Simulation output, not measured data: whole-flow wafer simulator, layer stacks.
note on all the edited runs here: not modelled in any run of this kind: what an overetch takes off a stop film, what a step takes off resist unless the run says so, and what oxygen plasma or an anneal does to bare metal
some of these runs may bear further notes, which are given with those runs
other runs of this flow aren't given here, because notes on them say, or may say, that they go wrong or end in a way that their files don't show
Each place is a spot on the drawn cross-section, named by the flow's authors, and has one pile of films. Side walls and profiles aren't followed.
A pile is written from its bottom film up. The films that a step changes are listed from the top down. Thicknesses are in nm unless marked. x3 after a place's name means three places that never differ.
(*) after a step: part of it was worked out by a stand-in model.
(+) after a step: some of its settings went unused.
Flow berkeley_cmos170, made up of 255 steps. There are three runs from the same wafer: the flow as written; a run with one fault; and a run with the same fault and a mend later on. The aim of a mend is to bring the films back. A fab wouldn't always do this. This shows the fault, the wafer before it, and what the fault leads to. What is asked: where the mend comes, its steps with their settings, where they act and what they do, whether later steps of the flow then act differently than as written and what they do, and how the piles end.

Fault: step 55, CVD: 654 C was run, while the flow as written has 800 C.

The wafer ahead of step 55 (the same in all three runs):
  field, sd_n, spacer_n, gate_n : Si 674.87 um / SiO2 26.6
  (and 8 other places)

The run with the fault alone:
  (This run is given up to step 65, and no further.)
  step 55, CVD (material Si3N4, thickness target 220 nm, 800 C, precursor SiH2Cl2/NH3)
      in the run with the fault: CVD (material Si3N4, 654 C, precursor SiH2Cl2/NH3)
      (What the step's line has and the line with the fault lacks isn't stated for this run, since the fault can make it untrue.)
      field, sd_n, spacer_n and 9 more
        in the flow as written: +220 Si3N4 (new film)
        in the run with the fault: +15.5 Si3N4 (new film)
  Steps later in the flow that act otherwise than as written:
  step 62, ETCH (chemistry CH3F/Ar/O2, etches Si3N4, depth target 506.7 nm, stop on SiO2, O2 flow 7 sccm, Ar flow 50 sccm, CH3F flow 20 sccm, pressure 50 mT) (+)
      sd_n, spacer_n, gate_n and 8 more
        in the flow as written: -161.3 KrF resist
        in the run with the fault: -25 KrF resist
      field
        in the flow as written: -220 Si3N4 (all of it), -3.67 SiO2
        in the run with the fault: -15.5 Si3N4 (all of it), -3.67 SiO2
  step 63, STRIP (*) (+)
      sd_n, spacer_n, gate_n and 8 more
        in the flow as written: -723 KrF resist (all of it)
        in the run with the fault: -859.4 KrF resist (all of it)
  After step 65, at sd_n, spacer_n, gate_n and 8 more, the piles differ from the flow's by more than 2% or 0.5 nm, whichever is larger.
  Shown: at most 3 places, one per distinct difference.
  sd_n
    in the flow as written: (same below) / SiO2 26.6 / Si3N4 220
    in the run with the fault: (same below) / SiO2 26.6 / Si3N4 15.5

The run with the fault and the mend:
  The mend stands after step 61.
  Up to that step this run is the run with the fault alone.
  step 61a, STRIP (*) (+)
      sd_n, spacer_n, gate_n and 8 more
        -884.4 KrF resist (all of it)
  step 61b, CLEAN (chemistry SPM)
      alters no film at any place that is followed
  step 61c, CVD (material Si3N4, thickness target 204 nm, 800 C, precursor SiH2Cl2/NH3) (the flow's step 55 again, with other settings)
      field, sd_n, spacer_n and 9 more
        +204 Si3N4
  step 61d, HMDS (the flow's step 56 again)
      alters no film at any place that is followed
  step 61e, COAT (KrF resist, thickness 900 nm) (the flow's step 57 again)
      field, sd_n, spacer_n and 9 more
        +900 KrF resist (new film)
  step 61f, SOFTBAKE (KrF resist) (the flow's step 58 again)
      alters no film at any place that is followed
  step 61g, EXPOSE (photomask ACTIVE, dose 20 mJ/cm2, NA 0.5, wavelength 248 nm) (*) (the flow's step 59 again)
      alters no film at any place that is followed
  step 61h, PEB (KrF resist, 130 C) (the flow's step 60 again)
      field, sd_n, spacer_n and 9 more
        -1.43 KrF resist
  step 61i, DEVELOP (KrF resist, thickness 900 nm, developer developer-D-0.26N) (the flow's step 61 again)
      sd_n, spacer_n, gate_n and 8 more
        -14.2 KrF resist
      field
        -898.6 KrF resist (all of it)
  None of the later steps of the flow differs from how it acts as written, at any place that is followed, by more than 2% or 0.5 nm, whichever is larger.
  The piles end the same as the flow's at every place that both follow.
